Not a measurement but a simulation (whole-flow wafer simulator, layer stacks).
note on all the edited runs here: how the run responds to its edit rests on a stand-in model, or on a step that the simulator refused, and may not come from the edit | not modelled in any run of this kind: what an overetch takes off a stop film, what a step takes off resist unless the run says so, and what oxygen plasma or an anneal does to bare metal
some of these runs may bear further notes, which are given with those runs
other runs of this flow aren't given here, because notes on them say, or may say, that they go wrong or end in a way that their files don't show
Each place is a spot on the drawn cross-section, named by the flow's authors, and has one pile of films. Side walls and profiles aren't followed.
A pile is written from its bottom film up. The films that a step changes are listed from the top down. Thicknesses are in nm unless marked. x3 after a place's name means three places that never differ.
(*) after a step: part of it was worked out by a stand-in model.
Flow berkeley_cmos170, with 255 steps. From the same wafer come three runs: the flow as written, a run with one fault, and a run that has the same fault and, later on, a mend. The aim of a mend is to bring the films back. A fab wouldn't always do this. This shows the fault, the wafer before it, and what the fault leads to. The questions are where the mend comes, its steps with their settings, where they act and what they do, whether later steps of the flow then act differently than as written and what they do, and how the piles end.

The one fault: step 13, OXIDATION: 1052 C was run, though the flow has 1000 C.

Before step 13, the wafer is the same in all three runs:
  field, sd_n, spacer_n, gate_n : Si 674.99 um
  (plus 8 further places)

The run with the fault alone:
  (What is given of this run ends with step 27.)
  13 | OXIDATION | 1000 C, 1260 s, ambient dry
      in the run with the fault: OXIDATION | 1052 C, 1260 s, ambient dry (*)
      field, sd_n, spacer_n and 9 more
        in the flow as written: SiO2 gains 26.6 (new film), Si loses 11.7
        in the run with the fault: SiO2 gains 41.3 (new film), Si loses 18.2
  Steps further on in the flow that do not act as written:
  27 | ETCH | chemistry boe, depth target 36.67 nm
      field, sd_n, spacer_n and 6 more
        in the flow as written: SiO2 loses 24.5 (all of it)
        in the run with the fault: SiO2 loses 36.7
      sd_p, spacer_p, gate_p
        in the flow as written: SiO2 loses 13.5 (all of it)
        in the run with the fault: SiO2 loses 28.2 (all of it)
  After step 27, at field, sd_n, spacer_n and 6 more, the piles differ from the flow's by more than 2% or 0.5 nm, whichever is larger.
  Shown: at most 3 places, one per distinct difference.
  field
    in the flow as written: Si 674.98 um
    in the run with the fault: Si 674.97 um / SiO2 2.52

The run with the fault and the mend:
  The mend stands after step 14.
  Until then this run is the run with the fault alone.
  14a | ETCH | depth target 14.74 nm
      field, sd_n, spacer_n and 9 more
        SiO2 loses 14.7
  None of the later steps of the flow acts differently than as written at any place that is followed.
  At the end the piles are close to the flow's at the places that both follow, differing by at most 2% or 0.5 nm, whichever is larger.
